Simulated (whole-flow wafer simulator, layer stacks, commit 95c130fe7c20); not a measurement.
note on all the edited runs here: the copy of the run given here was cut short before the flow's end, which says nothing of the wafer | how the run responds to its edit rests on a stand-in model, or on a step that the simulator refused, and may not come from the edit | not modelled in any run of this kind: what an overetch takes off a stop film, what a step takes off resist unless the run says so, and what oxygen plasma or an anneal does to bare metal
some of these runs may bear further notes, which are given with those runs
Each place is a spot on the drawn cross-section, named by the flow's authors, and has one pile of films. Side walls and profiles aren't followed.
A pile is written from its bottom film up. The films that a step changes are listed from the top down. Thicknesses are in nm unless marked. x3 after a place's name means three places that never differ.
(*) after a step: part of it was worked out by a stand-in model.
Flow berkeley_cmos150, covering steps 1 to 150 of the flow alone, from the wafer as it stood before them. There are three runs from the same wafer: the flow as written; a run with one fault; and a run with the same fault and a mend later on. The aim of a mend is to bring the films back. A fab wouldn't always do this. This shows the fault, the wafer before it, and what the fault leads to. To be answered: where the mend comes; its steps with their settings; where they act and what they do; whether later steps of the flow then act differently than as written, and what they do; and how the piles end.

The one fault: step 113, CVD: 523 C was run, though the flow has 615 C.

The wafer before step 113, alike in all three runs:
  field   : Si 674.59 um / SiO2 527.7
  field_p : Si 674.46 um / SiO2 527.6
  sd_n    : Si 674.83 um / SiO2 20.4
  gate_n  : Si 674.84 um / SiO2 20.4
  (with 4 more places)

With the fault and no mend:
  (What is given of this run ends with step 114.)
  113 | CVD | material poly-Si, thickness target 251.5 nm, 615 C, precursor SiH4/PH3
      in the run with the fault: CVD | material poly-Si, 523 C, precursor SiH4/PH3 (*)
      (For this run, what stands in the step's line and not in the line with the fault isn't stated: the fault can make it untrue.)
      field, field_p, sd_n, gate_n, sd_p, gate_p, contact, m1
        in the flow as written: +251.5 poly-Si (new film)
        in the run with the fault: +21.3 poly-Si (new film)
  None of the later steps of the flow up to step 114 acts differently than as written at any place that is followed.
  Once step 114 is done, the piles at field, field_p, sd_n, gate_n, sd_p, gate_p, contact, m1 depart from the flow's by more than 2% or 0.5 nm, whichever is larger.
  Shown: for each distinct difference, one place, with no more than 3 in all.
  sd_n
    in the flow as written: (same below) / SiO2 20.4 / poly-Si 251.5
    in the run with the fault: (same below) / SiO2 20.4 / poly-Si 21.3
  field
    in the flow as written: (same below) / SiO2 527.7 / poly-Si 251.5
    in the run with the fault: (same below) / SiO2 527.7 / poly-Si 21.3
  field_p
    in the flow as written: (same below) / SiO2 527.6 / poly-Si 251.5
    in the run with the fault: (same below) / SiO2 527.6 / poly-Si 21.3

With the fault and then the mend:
  After step 113 comes the mend.
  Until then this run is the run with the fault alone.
  113a | CVD | material poly-Si, thickness target 230.2 nm, 615 C, precursor SiH4/PH3 (*) (a further turn of the flow's step 113, with different settings)
      field, field_p, sd_n, gate_n, sd_p, gate_p, contact, m1
        +230.2 poly-Si
  None of the later steps of the flow differs from how it acts as written, at any place that is followed, by more than 2% or 0.5 nm, whichever is larger.
  At the end the piles are close to the flow's at the places that both follow, differing by at most 2% or 0.5 nm, whichever is larger.
